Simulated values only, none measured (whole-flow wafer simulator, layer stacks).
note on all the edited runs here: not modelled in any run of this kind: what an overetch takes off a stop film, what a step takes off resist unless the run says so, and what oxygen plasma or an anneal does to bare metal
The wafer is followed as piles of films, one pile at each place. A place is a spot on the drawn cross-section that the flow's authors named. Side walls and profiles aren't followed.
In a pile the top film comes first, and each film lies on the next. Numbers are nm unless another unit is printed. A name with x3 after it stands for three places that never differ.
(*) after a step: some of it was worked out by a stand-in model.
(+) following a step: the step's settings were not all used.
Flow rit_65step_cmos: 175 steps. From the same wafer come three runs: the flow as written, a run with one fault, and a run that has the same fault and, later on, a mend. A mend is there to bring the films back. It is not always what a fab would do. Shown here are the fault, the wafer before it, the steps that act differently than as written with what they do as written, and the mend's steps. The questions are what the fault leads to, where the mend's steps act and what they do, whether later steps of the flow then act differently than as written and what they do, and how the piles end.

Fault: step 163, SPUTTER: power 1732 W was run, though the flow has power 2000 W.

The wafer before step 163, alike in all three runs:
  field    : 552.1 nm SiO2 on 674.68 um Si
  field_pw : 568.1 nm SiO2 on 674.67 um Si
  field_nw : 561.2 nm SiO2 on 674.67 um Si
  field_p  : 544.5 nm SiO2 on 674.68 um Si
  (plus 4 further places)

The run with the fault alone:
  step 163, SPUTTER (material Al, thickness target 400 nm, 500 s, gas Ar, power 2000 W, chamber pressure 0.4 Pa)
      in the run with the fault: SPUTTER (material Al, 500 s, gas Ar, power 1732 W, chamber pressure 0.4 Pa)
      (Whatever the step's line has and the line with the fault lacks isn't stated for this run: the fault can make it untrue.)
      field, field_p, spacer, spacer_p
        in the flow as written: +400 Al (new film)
        in the run with the fault: +346.4 Al (new film)
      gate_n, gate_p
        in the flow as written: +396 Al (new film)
        in the run with the fault: +346.4 Al (new film)
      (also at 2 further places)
  Steps further on in the flow that do not act as written (3 other steps are not shown; they differ only slightly, by no more than 2% or 0.5 nm, whichever is larger):
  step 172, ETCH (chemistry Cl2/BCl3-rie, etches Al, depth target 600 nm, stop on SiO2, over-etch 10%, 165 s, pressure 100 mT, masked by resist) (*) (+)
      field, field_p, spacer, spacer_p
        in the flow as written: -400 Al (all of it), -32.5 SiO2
        in the run with the fault: -346.4 Al (all of it), -39.2 SiO2
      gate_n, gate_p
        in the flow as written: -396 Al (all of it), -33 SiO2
        in the run with the fault: -346.4 Al (all of it), -39.2 SiO2
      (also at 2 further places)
  At the end the piles are close to the flow's at the places that both follow, differing by at most 2% or 0.5 nm, whichever is larger.

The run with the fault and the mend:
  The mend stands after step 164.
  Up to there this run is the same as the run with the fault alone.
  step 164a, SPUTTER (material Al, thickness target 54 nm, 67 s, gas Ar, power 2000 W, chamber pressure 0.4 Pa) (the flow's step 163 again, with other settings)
      field, field_pw, field_nw, field_p, spacer, spacer_p
        +54 Al
      gate_n, gate_p
        +53.2 Al
  None of the later steps of the flow differs from how it acts as written, at any place that is followed, by more than 2% or 0.5 nm, whichever is larger.
  At the end the piles are close to the flow's at the places that both follow, differing by at most 2% or 0.5 nm, whichever is larger.
